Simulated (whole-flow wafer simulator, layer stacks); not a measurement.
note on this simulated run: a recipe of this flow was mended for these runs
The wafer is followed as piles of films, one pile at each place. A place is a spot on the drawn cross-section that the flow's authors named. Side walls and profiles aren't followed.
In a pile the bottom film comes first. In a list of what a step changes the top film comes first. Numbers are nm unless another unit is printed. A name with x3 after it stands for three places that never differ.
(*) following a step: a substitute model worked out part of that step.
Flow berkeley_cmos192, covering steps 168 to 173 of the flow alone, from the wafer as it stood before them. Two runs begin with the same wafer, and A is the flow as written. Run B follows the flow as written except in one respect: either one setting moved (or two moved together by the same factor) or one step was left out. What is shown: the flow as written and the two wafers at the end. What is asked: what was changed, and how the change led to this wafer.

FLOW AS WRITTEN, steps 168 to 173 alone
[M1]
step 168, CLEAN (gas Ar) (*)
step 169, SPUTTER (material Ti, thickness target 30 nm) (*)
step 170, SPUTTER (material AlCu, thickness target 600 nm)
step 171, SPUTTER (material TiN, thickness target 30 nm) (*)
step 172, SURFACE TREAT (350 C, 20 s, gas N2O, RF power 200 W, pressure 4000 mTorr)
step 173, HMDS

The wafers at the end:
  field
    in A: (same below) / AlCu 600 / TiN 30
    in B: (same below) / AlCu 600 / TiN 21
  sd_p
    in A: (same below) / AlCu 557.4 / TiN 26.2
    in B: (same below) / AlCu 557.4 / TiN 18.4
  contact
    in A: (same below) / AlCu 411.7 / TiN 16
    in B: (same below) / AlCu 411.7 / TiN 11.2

The reason: step 171, SPUTTER: thickness target 21 nm was run, though the flow has thickness target 30 nm.
One can read it off the wafer: field has TiN 21, and step 171 as written asks for 30 nm.

Step by step, how the change led to this:
  step 171, SPUTTER (material TiN, thickness target 30 nm) (*)
      field, sd_n, spacer_n, gate, spacer_p, gate_p, m1: A +30 TiN (new film) | B +21 TiN (new film)
      sd_p: A +26.2 TiN (new film) | B +18.4 TiN (new film)
      (and at 1 other place as well)
